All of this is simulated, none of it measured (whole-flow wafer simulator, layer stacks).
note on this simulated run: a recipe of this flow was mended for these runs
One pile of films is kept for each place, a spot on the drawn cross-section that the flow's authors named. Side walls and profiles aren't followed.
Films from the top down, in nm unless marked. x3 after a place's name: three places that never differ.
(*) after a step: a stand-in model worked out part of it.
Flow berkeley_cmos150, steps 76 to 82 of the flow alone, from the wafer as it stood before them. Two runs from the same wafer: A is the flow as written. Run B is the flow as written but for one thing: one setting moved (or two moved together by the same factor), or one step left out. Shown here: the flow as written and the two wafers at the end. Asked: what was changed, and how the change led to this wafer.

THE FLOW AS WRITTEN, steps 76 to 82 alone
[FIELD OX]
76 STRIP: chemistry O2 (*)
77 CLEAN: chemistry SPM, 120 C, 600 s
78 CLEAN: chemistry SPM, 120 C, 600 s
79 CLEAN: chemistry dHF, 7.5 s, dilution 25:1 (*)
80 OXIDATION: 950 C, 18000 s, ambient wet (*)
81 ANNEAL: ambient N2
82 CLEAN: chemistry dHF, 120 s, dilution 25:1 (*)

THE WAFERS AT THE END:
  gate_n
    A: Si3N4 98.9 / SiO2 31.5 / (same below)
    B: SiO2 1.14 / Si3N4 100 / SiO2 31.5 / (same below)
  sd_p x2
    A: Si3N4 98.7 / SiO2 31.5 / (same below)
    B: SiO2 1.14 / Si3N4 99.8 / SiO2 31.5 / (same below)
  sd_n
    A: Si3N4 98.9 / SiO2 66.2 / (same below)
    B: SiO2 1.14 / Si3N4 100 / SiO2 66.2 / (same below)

The cause: step 82, CLEAN: 48 s was run, where the flow has 120 s.

How the change led to this, step by step:
  82 CLEAN: chemistry dHF, 120 s, dilution 25:1 (*)
      sd_n, gate_n, sd_p x2, contact, m1: A SiO2 -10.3 (all of it), Si3N4 -1.11 | B SiO2 -9.18
      field, field_p: A SiO2 -23 | B SiO2 -9.18
